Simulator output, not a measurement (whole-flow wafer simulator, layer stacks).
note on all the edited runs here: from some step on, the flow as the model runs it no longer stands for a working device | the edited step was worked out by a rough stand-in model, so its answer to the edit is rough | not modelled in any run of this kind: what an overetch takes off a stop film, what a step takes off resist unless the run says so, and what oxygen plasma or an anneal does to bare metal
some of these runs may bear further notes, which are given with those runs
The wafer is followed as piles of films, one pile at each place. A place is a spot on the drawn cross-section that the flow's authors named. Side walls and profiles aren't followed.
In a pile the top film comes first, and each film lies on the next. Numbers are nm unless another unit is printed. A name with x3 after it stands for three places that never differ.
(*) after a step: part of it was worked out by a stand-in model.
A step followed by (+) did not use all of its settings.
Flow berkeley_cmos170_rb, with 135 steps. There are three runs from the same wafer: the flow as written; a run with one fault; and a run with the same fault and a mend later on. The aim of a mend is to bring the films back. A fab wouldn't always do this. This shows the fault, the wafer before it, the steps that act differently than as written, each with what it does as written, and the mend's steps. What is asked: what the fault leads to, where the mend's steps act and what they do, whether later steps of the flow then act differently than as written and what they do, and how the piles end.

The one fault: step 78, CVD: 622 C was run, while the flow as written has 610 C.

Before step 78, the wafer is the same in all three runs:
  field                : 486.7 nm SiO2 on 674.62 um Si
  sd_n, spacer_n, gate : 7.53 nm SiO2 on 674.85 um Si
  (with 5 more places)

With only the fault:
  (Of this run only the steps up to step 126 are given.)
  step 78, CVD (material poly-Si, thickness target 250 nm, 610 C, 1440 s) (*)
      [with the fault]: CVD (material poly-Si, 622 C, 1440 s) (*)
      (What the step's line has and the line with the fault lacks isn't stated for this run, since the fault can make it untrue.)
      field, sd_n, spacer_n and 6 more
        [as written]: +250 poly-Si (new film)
        [with the fault]: +317.1 poly-Si (new film)
  Later steps of the flow acting differently than as written (5 more steps, not shown, differ only slightly: by at most 2% or 0.5 nm, whichever is larger):
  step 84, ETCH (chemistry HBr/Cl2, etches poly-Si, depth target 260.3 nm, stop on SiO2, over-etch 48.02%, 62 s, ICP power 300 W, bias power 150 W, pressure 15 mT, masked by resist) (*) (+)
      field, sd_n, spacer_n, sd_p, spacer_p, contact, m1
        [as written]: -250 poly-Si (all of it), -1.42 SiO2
        [with the fault]: -317.1 poly-Si (all of it), -0.34 SiO2
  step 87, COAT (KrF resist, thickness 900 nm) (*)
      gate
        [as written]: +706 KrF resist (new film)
        [with the fault]: +655.2 KrF resist (new film)
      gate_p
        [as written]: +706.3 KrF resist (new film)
        [with the fault]: +655.8 KrF resist (new film)
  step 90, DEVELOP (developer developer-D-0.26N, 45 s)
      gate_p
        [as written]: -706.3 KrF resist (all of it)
        [with the fault]: -655.8 KrF resist (all of it)
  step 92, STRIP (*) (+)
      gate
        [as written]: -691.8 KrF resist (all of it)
        [with the fault]: -641 KrF resist (all of it)
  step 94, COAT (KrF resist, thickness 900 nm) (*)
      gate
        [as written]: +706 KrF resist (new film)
        [with the fault]: +655.2 KrF resist (new film)
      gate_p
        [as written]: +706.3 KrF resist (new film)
        [with the fault]: +655.8 KrF resist (new film)
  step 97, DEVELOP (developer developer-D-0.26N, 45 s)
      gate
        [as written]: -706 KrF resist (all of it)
        [with the fault]: -655.2 KrF resist (all of it)
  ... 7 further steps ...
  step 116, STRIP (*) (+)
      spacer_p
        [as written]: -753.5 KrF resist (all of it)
        [with the fault]: -706.4 KrF resist (all of it)
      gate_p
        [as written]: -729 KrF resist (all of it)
        [with the fault]: -683.1 KrF resist (all of it)
  The piles after step 126 differ from the flow's at spacer_n, gate, spacer_p, gate_p by more than 2% or 0.5 nm, whichever is larger.
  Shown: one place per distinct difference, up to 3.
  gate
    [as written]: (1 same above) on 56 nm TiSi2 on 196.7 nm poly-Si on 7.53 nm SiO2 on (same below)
    [with the fault]: (1 same above) on 56 nm TiSi2 on 263.7 nm poly-Si on 7.53 nm SiO2 on (same below)
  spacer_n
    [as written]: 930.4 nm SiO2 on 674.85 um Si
    [with the fault]: 997.5 nm SiO2 on 674.85 um Si
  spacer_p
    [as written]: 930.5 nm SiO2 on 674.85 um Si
    [with the fault]: 997.6 nm SiO2 on 674.85 um Si

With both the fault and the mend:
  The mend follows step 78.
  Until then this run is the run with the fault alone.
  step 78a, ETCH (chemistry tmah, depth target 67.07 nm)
      field, sd_n, spacer_n and 6 more
        -67.1 poly-Si
  Later steps of the flow that are run all act as written at every place that is followed.
  At the end the piles are close to the flow's at the places that both follow, differing by at most 2% or 0.5 nm, whichever is larger.
